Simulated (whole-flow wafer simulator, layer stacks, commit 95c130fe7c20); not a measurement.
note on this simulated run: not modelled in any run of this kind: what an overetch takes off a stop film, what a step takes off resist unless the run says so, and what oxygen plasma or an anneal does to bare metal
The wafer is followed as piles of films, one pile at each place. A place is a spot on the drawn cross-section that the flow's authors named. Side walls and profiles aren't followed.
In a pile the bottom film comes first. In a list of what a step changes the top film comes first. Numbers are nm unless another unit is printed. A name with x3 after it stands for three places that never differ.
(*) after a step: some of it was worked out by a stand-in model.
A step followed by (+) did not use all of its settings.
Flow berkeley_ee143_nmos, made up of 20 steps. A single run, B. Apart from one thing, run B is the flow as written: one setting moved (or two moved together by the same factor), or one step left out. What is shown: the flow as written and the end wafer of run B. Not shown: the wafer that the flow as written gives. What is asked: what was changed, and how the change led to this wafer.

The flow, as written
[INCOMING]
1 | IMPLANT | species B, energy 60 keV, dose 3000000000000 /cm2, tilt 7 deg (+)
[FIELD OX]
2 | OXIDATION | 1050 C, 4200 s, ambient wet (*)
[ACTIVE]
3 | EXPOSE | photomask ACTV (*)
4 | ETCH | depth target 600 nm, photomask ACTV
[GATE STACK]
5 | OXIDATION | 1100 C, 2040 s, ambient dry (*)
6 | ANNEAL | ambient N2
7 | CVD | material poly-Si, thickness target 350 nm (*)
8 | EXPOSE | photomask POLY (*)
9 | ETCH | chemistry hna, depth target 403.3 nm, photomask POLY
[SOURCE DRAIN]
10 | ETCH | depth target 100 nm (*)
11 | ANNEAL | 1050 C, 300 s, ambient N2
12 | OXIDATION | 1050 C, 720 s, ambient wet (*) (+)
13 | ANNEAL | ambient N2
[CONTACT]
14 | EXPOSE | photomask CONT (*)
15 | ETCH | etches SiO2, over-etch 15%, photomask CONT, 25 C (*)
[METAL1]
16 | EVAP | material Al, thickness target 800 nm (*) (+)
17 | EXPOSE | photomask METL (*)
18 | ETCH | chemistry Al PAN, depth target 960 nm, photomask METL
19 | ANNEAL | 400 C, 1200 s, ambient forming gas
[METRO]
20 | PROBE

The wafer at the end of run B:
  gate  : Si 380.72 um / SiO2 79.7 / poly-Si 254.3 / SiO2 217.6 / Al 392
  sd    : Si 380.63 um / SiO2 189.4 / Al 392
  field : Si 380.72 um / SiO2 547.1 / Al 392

Cause: step 18, ETCH: depth target 408 nm was run, whereas the flow has depth target 960 nm.

The path from the change to this, step by step:
  18 | ETCH | chemistry Al PAN, depth target 960 nm, photomask METL
      gate, sd, field: -408 Al (it would be, as written: -800 Al (all of it))
Taking metal films that touch as one body, gate has 1 body; the flow as written gives 0 bodies.
Taking metal films that touch as one body, sd has 1 body; the flow as written gives 0 bodies.
Taking metal films that touch as one body, field has 1 body; the flow as written gives 0 bodies.
